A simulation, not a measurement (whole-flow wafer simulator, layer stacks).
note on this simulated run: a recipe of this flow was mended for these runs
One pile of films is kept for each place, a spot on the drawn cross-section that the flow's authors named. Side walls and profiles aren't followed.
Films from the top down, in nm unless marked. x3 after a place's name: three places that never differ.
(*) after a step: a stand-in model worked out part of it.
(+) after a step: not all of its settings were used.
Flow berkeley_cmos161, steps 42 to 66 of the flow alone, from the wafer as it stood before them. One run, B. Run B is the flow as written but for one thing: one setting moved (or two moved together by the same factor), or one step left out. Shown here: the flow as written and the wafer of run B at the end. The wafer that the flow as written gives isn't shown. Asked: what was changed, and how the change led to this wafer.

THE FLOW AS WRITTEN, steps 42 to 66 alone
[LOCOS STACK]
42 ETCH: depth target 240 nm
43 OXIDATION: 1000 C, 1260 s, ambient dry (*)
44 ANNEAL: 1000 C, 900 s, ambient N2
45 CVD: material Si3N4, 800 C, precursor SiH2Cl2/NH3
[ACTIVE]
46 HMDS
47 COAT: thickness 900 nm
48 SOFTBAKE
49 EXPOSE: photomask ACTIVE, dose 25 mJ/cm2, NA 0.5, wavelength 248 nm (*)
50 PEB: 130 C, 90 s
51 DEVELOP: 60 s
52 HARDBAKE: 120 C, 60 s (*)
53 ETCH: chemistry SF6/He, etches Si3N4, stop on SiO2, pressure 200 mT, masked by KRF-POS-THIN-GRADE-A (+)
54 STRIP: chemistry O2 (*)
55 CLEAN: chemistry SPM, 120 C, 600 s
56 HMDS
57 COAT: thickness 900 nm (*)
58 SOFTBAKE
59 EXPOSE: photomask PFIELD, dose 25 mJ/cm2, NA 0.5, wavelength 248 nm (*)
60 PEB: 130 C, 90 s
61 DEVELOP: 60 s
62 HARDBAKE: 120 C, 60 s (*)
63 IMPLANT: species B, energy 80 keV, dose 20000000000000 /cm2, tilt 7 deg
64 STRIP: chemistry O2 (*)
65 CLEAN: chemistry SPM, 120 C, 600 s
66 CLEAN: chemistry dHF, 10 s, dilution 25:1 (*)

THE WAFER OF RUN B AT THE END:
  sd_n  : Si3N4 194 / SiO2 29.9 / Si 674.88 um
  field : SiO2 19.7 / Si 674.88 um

The cause: step 43, OXIDATION: 1575 s was run, where the flow has 1260 s.

How the change led to this, step by step:
  43 OXIDATION: 1000 C, 1260 s, ambient dry (*)
      field, sd_n, spacer_n and 6 more: SiO2 +29.9 (new film), Si -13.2 (as written it would be: SiO2 +26.6 (new film), Si -11.7)
